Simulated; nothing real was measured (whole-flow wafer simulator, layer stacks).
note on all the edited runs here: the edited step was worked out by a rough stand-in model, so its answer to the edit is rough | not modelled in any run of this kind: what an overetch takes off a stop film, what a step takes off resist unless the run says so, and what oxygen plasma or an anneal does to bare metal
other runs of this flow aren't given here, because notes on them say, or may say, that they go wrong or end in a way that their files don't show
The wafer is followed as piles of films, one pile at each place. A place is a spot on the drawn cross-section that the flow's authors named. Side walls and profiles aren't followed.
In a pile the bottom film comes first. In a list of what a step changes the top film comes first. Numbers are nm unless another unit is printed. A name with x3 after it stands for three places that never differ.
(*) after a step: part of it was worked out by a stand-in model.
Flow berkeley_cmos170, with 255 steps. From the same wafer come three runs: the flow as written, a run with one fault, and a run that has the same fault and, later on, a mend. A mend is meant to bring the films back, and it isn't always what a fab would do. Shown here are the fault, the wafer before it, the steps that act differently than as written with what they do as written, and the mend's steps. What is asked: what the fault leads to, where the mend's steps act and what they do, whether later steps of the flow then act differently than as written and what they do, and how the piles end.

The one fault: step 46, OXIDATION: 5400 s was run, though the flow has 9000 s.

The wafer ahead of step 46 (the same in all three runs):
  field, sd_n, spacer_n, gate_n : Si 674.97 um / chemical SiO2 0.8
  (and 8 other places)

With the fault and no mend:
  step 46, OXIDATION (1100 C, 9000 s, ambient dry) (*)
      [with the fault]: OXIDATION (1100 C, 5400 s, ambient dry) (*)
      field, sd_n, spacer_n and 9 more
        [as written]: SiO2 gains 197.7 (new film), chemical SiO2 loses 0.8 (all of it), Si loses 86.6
        [with the fault]: SiO2 gains 144.5 (new film), chemical SiO2 loses 0.8 (all of it), Si loses 63.2
  Steps later in the flow that act otherwise than as written:
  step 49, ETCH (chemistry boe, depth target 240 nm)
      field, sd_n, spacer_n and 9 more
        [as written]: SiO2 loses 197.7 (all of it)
        [with the fault]: SiO2 loses 144.5 (all of it)
  The piles end only slightly different from the flow's at the places that both follow, by no more than 2% or 0.5 nm, whichever is larger.

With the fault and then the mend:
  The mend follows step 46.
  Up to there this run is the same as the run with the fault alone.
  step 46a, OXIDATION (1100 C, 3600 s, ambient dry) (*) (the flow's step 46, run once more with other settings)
      field, sd_n, spacer_n and 9 more
        SiO2 gains 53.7, Si loses 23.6
  Every later step of the flow that is run acts as written, at every place that is followed, to within 2% or 0.5 nm, whichever is larger.
  The piles end only slightly different from the flow's at the places that both follow, by no more than 2% or 0.5 nm, whichever is larger.
